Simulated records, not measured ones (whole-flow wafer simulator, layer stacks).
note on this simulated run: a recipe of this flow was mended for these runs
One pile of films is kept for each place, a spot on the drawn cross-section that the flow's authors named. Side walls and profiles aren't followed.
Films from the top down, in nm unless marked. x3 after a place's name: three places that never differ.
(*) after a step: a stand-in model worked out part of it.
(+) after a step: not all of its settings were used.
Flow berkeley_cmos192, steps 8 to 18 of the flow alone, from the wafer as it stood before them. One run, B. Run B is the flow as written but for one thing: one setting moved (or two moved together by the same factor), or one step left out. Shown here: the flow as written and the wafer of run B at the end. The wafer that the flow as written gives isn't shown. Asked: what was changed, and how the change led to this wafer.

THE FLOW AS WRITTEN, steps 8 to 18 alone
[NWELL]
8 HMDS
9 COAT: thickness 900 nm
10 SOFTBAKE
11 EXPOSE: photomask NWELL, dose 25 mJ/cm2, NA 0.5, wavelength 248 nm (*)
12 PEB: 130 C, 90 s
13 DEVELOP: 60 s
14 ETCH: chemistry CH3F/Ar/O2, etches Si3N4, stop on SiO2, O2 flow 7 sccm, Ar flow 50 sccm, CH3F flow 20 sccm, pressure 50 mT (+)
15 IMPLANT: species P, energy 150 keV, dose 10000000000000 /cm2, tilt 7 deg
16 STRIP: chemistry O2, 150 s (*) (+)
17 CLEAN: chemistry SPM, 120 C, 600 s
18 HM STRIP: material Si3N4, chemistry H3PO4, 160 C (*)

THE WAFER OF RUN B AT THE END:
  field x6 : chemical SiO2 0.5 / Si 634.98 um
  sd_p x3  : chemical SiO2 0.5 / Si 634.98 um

The cause: step 18, HM STRIP: 171 C was run, where the flow has 160 C.

How the change led to this, step by step:
  18 HM STRIP: material Si3N4, chemistry H3PO4, 160 C (*)
      field x6: chemical SiO2 +0.5 (new film), Si3N4 -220 (all of it), SiO2 -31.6 (all of it), Si -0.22 (as written it would be: Si3N4 -220 (all of it), SiO2 -12.9)
      sd_p x3: chemical SiO2 +0.5 (new film), SiO2 -28 (all of it), Si -0.22 (as written it would be: SiO2 -20.3)
